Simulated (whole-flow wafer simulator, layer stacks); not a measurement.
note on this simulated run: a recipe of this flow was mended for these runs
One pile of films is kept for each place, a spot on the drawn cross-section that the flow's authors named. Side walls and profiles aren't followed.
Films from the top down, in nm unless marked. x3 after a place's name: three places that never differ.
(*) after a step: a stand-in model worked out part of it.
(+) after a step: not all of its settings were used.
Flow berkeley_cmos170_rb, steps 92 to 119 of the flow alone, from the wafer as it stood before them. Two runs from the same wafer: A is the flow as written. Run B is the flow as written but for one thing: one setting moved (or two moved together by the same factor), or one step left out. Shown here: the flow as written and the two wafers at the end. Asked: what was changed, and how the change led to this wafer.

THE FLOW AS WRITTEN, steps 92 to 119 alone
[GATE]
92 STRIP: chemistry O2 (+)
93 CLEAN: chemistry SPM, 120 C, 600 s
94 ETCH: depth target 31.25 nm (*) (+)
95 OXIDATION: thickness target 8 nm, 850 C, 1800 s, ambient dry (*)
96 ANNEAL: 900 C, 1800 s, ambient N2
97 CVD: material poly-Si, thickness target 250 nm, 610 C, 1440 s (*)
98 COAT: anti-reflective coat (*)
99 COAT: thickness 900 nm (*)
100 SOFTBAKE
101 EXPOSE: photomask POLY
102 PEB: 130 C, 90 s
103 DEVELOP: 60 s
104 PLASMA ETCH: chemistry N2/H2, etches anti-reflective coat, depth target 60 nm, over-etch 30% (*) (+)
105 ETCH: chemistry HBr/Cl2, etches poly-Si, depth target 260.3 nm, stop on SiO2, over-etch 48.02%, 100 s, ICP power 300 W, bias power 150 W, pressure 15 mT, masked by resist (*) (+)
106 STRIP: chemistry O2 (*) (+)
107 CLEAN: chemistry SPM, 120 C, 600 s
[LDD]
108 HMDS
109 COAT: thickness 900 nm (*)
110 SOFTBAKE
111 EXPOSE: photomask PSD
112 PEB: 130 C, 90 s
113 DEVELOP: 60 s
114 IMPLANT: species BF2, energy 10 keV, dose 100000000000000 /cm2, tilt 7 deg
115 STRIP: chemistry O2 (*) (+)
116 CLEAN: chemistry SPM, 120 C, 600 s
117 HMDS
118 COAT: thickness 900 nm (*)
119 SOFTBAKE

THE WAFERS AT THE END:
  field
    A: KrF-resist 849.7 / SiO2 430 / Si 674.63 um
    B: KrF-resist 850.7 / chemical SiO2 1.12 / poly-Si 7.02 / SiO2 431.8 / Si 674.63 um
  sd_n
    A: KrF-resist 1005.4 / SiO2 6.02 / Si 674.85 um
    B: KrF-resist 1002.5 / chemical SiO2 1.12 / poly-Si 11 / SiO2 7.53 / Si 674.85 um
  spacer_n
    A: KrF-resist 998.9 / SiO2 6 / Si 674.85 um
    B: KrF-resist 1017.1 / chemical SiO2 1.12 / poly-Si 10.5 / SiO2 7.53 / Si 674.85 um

The cause: step 97, CVD: thickness target 398 nm was run, where the flow has thickness target 250 nm; step 97, CVD: 2295 s was run, where the flow has 1440 s.

How the change led to this, step by step:
  97 CVD: material poly-Si, thickness target 250 nm, 610 C, 1440 s (*)
      field, sd_n, spacer_n and 6 more: A poly-Si +250 (new film) | B poly-Si +398 (new film)
  98 COAT: anti-reflective coat (*)
      sd_n: A anti-reflective coat +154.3 (new film) | B anti-reflective coat +160.8 (new film)
      contact: A anti-reflective coat +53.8 (new film) | B anti-reflective coat +57.1 (new film)
  104 PLASMA ETCH: chemistry N2/H2, etches anti-reflective coat, depth target 60 nm, over-etch 30% (*) (+)
      gate, gate_p: A KrF-resist -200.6 | B KrF-resist -209.1
      sd_n: A anti-reflective coat -154.3 (all of it), poly-Si -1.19 | B anti-reflective coat -160.8 (all of it), poly-Si -1.24
      (and at 1 more place)
  105 ETCH: chemistry HBr/Cl2, etches poly-Si, depth target 260.3 nm, stop on SiO2, over-etch 48.02%, 100 s, ICP power 300 W, bias power 150 W, pressure 15 mT, masked by resist (*) (+)
      spacer_n, spacer_p: A poly-Si -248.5 (all of it), SiO2 -1.53 | B poly-Si -385.3
      field: A poly-Si -245 (all of it), SiO2 -1.8 | B poly-Si -385.3
      (and at 4 more places)
  106 STRIP: chemistry O2 (*) (+)
      field, sd_n, spacer_n, sd_p, spacer_p, contact, m1: A nothing | B chemical SiO2 +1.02 (new film), poly-Si -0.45
  109 COAT: thickness 900 nm (*)
      gate: A KrF-resist +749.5 (new film) | B KrF-resist +633.6 (new film)
      gate_p: A KrF-resist +745.7 (new film) | B KrF-resist +629.3 (new film)
  113 DEVELOP: 60 s
      gate_p: A KrF-resist -744.1 (all of it) | B KrF-resist -628 (all of it)
  115 STRIP: chemistry O2 (*) (+)
      gate: A KrF-resist -733 (all of it), chemical SiO2 +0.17 | B KrF-resist -617.4 (all of it), chemical SiO2 +0.17
  118 COAT: thickness 900 nm (*)
      gate: A KrF-resist +748.7 (new film) | B KrF-resist +633.6 (new film)
      gate_p: A KrF-resist +744.7 (new film) | B KrF-resist +629.3 (new film)
